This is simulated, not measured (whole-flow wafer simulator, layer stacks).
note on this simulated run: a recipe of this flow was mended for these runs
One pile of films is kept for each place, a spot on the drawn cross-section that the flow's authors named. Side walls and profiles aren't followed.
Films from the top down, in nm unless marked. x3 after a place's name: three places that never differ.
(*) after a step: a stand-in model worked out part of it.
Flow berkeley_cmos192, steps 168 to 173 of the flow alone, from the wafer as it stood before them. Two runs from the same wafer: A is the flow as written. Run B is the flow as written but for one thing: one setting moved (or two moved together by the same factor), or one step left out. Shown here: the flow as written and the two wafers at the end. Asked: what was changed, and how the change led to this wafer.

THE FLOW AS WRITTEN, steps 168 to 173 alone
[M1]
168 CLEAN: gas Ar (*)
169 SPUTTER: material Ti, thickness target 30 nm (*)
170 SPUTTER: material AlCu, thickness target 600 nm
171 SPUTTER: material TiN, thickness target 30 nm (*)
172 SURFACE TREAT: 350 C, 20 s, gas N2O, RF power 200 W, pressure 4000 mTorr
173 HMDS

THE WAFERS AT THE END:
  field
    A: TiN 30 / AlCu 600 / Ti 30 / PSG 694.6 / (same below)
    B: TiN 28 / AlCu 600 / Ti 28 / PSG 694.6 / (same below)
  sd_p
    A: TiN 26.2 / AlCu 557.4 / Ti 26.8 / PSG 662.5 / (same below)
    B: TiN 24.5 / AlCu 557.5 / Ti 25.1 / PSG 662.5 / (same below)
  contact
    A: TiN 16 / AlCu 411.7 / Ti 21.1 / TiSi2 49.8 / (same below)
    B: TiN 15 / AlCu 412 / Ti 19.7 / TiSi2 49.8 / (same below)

The cause: step 169, SPUTTER: thickness target 28 nm was run, where the flow has thickness target 30 nm; step 171, SPUTTER: thickness target 28 nm was run, where the flow has thickness target 30 nm.
It can be read off the wafer: field has Ti 28, and step 169 as written asks for 30 nm.

How the change led to this, step by step:
  169 SPUTTER: material Ti, thickness target 30 nm (*)
      field, sd_n, spacer_n, gate, spacer_p, gate_p, m1: A Ti +30 (new film) | B Ti +28 (new film)
      sd_p: A Ti +26.8 (new film) | B Ti +25.1 (new film)
      (and at 1 more place)
  171 SPUTTER: material TiN, thickness target 30 nm (*)
      field, sd_n, spacer_n, gate, spacer_p, gate_p, m1: A TiN +30 (new film) | B TiN +28 (new film)
      sd_p: A TiN +26.2 (new film) | B TiN +24.5 (new film)
      (and at 1 more place)
